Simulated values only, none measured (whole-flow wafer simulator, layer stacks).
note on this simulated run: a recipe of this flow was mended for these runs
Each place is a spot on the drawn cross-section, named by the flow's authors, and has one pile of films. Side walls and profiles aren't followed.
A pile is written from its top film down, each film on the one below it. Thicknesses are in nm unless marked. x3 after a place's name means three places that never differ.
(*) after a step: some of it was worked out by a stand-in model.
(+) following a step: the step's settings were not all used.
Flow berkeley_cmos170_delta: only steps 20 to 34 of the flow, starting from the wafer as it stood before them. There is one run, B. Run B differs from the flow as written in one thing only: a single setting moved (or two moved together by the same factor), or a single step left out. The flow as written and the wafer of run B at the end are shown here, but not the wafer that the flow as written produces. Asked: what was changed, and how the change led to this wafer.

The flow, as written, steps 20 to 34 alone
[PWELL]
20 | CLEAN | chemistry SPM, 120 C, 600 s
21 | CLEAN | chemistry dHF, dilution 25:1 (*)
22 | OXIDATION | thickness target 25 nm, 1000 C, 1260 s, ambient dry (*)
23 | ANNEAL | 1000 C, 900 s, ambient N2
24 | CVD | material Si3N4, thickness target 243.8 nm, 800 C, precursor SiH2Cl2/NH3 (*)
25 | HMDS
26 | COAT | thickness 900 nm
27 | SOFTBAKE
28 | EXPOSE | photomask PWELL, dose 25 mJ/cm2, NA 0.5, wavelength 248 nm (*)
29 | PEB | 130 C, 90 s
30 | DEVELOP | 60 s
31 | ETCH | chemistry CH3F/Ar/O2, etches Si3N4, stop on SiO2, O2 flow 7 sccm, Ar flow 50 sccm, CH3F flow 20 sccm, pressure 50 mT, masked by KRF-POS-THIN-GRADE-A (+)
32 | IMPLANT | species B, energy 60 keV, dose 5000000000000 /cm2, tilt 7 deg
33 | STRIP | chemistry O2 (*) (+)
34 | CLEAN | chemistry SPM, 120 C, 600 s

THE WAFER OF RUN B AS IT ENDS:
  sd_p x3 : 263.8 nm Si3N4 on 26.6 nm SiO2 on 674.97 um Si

The reason: step 24, CVD: thickness target 263.8 nm was run, though the flow has thickness target 243.8 nm.
The wafer itself shows it: sd_p x3 has Si3N4 263.8, and step 24 as written asks for 243.8 nm.

The path from the change to this, step by step:
  24 | CVD | material Si3N4, thickness target 243.8 nm, 800 C, precursor SiH2Cl2/NH3 (*)
      field x6, sd_p x3: Si3N4 gains 263.8 (new film) (it would be, as written: Si3N4 gains 243.8 (new film))
  31 | ETCH | chemistry CH3F/Ar/O2, etches Si3N4, stop on SiO2, O2 flow 7 sccm, Ar flow 50 sccm, CH3F flow 20 sccm, pressure 50 mT, masked by KRF-POS-THIN-GRADE-A (+)
      field x6: Si3N4 loses 263.8 (all of it), SiO2 loses 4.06 (it would be, as written: Si3N4 loses 243.8 (all of it), SiO2 loses 4.06)
      sd_p x3: KrF-resist loses 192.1 (it would be, as written: KrF-resist loses 178.8)
